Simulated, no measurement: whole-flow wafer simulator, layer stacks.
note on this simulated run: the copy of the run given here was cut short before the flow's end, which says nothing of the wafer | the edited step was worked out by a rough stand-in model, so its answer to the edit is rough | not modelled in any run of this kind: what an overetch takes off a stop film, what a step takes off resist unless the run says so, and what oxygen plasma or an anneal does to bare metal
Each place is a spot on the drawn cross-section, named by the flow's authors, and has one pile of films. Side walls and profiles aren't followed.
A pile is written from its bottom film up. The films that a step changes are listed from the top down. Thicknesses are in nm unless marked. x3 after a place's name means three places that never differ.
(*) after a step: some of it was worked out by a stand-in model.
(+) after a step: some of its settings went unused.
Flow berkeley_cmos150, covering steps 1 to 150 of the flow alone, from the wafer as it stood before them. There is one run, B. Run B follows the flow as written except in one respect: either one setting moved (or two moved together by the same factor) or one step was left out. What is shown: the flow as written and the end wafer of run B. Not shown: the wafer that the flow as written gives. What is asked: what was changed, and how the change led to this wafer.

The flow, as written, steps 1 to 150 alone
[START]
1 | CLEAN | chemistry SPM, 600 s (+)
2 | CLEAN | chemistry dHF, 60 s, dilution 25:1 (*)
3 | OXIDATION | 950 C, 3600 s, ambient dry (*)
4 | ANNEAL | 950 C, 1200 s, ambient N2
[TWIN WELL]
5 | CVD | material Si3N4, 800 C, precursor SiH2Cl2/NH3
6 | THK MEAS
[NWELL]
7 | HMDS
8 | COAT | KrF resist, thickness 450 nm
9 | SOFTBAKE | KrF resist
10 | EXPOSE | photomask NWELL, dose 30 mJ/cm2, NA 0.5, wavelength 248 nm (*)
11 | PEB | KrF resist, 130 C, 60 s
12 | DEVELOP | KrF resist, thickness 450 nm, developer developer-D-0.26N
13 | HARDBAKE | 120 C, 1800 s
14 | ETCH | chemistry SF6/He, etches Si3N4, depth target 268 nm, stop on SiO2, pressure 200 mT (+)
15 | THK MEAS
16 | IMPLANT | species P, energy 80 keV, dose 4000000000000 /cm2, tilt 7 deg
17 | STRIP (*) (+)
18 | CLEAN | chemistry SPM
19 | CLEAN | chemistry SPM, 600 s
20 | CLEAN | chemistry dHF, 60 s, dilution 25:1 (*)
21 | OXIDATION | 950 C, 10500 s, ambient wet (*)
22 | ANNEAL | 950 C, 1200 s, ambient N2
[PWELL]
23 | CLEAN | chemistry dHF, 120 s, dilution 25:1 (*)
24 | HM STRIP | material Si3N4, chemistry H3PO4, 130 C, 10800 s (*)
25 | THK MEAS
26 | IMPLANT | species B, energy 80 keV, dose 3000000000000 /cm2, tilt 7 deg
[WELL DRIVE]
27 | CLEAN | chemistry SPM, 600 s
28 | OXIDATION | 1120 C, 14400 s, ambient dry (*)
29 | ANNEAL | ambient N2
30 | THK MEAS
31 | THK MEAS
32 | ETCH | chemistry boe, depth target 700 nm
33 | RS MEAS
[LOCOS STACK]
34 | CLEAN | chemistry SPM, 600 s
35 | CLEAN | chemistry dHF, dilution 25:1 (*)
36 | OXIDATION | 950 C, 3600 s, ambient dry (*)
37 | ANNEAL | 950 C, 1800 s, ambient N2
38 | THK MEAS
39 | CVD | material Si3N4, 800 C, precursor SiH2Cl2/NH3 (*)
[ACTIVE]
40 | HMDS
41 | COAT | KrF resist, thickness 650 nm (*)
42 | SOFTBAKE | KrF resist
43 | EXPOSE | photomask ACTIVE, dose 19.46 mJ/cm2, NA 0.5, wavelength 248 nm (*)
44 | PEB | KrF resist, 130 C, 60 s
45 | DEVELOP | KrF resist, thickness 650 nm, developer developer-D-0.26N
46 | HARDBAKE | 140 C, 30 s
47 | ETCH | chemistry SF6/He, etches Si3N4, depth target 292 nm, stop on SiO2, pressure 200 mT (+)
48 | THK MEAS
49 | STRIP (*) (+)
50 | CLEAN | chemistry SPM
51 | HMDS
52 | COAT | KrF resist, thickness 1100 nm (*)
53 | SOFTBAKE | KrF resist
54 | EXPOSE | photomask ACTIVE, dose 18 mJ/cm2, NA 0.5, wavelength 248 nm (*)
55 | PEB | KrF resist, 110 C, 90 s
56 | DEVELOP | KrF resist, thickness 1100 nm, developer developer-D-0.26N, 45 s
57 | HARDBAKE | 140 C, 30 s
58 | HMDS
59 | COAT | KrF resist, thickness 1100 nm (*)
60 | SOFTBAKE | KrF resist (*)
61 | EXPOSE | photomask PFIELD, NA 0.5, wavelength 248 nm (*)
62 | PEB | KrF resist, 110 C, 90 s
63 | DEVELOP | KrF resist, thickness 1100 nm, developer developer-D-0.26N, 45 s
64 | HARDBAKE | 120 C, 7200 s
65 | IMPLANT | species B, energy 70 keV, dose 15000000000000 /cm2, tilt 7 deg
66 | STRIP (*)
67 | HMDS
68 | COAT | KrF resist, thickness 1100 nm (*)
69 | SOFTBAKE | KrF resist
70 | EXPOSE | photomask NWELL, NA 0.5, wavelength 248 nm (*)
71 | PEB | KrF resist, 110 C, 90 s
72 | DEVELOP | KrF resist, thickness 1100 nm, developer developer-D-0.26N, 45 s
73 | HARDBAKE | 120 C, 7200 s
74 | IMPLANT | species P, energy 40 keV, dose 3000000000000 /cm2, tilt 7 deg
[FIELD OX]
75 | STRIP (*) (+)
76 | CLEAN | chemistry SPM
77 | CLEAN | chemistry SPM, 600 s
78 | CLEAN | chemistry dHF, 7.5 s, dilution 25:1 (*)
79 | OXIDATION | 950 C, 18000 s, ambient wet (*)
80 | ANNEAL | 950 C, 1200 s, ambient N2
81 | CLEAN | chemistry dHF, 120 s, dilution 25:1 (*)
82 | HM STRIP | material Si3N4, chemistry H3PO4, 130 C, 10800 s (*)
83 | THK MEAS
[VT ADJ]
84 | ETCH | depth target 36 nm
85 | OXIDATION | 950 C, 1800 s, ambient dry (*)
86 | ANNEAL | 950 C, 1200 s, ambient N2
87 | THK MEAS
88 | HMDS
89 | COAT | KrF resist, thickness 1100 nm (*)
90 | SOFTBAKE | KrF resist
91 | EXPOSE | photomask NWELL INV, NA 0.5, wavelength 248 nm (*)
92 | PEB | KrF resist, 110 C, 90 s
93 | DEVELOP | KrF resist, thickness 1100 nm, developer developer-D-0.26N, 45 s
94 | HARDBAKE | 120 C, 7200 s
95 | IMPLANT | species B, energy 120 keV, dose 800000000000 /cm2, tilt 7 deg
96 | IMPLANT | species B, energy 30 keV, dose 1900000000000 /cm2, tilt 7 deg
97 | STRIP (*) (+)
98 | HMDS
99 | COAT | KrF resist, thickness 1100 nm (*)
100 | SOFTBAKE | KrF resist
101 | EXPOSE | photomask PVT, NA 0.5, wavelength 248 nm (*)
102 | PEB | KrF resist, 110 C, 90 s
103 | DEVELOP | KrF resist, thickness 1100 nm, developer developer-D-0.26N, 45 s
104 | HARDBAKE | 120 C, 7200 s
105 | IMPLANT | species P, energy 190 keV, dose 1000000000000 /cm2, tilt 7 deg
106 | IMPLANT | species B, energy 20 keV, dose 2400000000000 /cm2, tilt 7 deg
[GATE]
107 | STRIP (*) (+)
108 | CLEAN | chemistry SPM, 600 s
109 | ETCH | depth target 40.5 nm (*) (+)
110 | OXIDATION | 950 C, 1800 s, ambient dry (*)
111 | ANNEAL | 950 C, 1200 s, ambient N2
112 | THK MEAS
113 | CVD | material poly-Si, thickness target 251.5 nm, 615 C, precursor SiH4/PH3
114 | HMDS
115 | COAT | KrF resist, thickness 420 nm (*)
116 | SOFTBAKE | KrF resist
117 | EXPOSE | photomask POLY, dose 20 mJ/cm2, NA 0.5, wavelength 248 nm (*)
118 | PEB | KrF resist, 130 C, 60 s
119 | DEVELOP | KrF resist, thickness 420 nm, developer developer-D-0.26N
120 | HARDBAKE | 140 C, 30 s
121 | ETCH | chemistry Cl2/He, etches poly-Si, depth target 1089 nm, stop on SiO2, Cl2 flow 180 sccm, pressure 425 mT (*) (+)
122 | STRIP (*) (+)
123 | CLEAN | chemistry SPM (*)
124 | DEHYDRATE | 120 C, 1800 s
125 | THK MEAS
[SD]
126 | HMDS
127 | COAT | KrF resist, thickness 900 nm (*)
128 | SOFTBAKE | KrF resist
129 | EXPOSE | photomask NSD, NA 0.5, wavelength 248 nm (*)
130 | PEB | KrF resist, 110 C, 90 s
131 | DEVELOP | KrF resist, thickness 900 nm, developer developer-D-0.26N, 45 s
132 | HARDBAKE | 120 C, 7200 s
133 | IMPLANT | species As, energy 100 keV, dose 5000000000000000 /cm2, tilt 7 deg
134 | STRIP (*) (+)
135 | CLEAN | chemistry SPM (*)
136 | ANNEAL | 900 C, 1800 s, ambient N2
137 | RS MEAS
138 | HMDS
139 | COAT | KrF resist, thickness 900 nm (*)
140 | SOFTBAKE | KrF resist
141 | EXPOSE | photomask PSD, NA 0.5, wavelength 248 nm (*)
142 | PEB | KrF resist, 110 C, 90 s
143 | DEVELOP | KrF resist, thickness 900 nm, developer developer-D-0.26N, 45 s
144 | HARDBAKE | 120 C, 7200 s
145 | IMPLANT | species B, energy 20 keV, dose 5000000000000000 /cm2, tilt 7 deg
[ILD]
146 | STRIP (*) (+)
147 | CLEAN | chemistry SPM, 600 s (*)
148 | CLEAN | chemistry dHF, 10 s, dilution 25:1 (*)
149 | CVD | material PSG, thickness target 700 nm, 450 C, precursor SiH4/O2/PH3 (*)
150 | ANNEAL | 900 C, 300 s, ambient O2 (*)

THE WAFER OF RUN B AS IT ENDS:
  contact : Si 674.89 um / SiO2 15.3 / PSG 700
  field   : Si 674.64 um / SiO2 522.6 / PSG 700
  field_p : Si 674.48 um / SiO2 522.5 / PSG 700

The reason: step 28, OXIDATION: 1036 C was run, though the flow has 1120 C.

How this came from the change, step by step:
  28 | OXIDATION | 1120 C, 14400 s, ambient dry (*)
      field, sd_n, gate_n, contact, m1: +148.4 SiO2, -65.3 Si (as written it would have been: +261.5 SiO2, -115.1 Si)
      field_p, sd_p, gate_p: +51 SiO2, -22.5 Si (as written it would have been: +103.6 SiO2, -45.6 Si)
  32 | ETCH | chemistry boe, depth target 700 nm
      field, sd_n, gate_n, contact, m1: -178 SiO2 (all of it) (as written it would have been: -291.1 SiO2 (all of it))
      field_p, sd_p, gate_p: -502.9 SiO2 (all of it) (as written it would have been: -555.5 SiO2 (all of it))
  115 | COAT | KrF resist, thickness 420 nm (*)
      field_p: +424 KrF resist (new film) (as written it would have been: +413.4 KrF resist (new film))
  119 | DEVELOP | KrF resist, thickness 420 nm, developer developer-D-0.26N
      field_p: -423.4 KrF resist (all of it) (as written it would have been: -412.9 KrF resist (all of it))
  122 | STRIP (*) (+)
      gate_p: +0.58 chemical SiO2 (new film), -212.3 KrF resist (all of it), -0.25 poly-Si (as written it would have been: +0.57 chemical SiO2 (new film), -206.4 KrF resist (all of it), -0.25 poly-Si)
